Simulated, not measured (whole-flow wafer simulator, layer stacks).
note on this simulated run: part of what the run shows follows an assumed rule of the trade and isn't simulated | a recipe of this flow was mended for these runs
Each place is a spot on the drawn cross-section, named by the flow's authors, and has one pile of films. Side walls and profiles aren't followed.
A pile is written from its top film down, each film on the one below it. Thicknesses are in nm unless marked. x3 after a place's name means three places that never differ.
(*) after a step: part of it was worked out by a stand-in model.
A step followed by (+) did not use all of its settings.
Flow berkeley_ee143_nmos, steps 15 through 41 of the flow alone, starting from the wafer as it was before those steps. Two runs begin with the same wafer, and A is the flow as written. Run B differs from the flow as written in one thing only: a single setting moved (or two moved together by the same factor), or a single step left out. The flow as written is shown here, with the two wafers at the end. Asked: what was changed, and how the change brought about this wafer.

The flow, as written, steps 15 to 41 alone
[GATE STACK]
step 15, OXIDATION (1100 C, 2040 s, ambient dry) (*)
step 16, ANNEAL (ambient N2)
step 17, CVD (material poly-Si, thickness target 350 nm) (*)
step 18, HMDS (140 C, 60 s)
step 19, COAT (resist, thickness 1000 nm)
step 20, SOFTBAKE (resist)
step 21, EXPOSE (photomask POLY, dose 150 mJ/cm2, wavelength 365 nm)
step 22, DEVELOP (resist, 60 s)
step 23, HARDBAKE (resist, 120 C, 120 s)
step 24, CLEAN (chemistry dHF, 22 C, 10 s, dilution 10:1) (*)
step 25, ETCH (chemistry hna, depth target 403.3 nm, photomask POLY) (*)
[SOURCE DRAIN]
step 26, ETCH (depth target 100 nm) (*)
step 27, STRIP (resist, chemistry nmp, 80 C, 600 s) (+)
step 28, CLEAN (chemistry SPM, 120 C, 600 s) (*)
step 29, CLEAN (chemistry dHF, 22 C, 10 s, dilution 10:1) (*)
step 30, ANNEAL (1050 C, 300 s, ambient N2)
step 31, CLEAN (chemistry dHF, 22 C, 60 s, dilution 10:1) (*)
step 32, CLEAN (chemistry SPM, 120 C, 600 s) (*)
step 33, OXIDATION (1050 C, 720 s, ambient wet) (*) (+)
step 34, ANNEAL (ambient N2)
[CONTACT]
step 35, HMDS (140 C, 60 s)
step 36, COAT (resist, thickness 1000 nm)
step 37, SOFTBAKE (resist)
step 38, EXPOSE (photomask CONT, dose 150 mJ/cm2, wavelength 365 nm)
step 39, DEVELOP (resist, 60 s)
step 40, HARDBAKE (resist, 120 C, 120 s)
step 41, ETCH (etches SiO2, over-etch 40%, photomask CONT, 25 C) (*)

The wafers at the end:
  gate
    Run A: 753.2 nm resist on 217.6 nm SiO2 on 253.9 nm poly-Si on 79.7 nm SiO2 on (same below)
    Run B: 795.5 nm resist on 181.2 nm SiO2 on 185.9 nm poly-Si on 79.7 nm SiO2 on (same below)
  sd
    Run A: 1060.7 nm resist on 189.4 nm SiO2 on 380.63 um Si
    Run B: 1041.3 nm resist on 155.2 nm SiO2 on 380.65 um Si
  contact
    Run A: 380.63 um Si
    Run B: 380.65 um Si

The reason: step 17, CVD: thickness target 266 nm was run, whereas the flow has thickness target 350 nm; step 33, OXIDATION: 547 s was run, where the flow has 720 s.

How this came from the change, step by step:
  step 17, CVD (material poly-Si, thickness target 350 nm) (*)
      gate, sd, contact, field: A +350 poly-Si (new film) | B +266 poly-Si (new film)
  step 25, ETCH (chemistry hna, depth target 403.3 nm, photomask POLY) (*)
      sd, contact, field: A -350 poly-Si (all of it), -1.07 SiO2 | B -266 poly-Si (all of it), -2.75 SiO2
  step 26, ETCH (depth target 100 nm) (*)
      sd, contact: A -78.6 SiO2 (all of it) | B -76.9 SiO2 (all of it)
  step 33, OXIDATION (1050 C, 720 s, ambient wet) (*) (+)
      sd, contact: A +189.4 SiO2 (new film), -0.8 chemical SiO2 (all of it), -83 Si | B +155.2 SiO2 (new film), -0.8 chemical SiO2 (all of it), -67.9 Si
      gate: A +217.6 SiO2 (new film), -0.8 chemical SiO2 (all of it), -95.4 poly-Si | B +181.2 SiO2 (new film), -0.8 chemical SiO2 (all of it), -79.4 poly-Si
      (as well as at 1 more place)
  step 36, COAT (resist, thickness 1000 nm)
      gate: A +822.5 resist (new film) | B +869 resist (new film)
      field: A +850.4 resist (new film) | B +823.2 resist (new film)
  step 40, HARDBAKE (resist, 120 C, 120 s)
      gate: A -69 resist | B -73.1 resist
      field: A -71.4 resist | B -69 resist
  step 41, ETCH (etches SiO2, over-etch 40%, photomask CONT, 25 C) (*)
      contact: A -189.4 SiO2 (all of it) | B -155.2 SiO2 (all of it)
